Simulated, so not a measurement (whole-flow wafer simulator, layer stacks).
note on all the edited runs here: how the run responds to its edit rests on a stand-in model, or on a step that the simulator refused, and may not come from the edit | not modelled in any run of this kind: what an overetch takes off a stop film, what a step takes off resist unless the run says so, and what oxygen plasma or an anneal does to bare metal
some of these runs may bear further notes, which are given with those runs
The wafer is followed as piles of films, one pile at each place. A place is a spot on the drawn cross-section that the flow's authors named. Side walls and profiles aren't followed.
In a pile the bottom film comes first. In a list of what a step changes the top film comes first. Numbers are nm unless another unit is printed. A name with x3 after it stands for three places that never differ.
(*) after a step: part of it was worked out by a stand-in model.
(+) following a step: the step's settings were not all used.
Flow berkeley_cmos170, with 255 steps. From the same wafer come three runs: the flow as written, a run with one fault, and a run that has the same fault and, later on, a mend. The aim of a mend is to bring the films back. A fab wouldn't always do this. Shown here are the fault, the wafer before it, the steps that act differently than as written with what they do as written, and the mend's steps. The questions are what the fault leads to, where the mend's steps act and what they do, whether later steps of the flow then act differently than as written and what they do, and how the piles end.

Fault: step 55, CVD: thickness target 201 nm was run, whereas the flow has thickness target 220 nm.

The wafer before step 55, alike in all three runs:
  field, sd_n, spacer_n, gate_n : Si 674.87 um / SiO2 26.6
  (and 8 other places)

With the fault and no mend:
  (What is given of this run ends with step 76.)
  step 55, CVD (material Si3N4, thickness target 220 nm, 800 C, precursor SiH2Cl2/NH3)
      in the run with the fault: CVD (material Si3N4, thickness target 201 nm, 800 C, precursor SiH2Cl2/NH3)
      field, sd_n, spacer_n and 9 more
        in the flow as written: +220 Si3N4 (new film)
        in the run with the fault: +201 Si3N4 (new film)
  Steps further on in the flow that do not act as written (6 other steps are not shown; they differ only slightly, by no more than 2% or 0.5 nm, whichever is larger):
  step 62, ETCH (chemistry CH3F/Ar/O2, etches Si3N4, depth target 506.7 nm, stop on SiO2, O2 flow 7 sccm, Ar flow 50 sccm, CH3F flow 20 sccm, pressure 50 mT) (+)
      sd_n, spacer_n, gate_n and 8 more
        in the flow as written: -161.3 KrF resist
        in the run with the fault: -148.7 KrF resist
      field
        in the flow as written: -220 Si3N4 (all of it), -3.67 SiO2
        in the run with the fault: -201 Si3N4 (all of it), -3.67 SiO2
  After step 76, at sd_n, spacer_n, gate_n and 8 more, the piles differ from the flow's by more than 2% or 0.5 nm, whichever is larger.
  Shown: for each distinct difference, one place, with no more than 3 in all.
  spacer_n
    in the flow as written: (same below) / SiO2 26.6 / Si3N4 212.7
    in the run with the fault: (same below) / SiO2 26.6 / Si3N4 193.7
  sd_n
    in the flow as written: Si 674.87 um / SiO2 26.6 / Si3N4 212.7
    in the run with the fault: Si 674.87 um / SiO2 26.7 / Si3N4 193.7

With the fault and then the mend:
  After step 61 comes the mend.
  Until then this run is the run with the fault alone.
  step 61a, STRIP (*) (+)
      sd_n, spacer_n, gate_n and 8 more
        -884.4 KrF resist (all of it)
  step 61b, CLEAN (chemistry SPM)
      alters no film at any place that is followed
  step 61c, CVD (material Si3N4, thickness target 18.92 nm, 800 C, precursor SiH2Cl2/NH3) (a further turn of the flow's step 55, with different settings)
      field, sd_n, spacer_n and 9 more
        +18.9 Si3N4
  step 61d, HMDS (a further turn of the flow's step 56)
      alters no film at any place that is followed
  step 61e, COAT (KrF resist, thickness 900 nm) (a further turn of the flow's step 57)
      field, sd_n, spacer_n and 9 more
        +900 KrF resist (new film)
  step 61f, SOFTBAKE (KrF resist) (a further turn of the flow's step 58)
      alters no film at any place that is followed
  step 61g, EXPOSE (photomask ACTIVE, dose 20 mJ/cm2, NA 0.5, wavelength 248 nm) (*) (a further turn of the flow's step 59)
      alters no film at any place that is followed
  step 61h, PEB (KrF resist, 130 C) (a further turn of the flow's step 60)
      field, sd_n, spacer_n and 9 more
        -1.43 KrF resist
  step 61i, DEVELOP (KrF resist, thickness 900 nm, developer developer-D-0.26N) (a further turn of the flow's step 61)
      sd_n, spacer_n, gate_n and 8 more
        -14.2 KrF resist
      field
        -898.6 KrF resist (all of it)
  Later steps of the flow that are run all act as written at every place that is followed, up to a difference of at most 2% or 0.5 nm, whichever is larger.
  At every place that both follow, the piles at the end match the flow's.
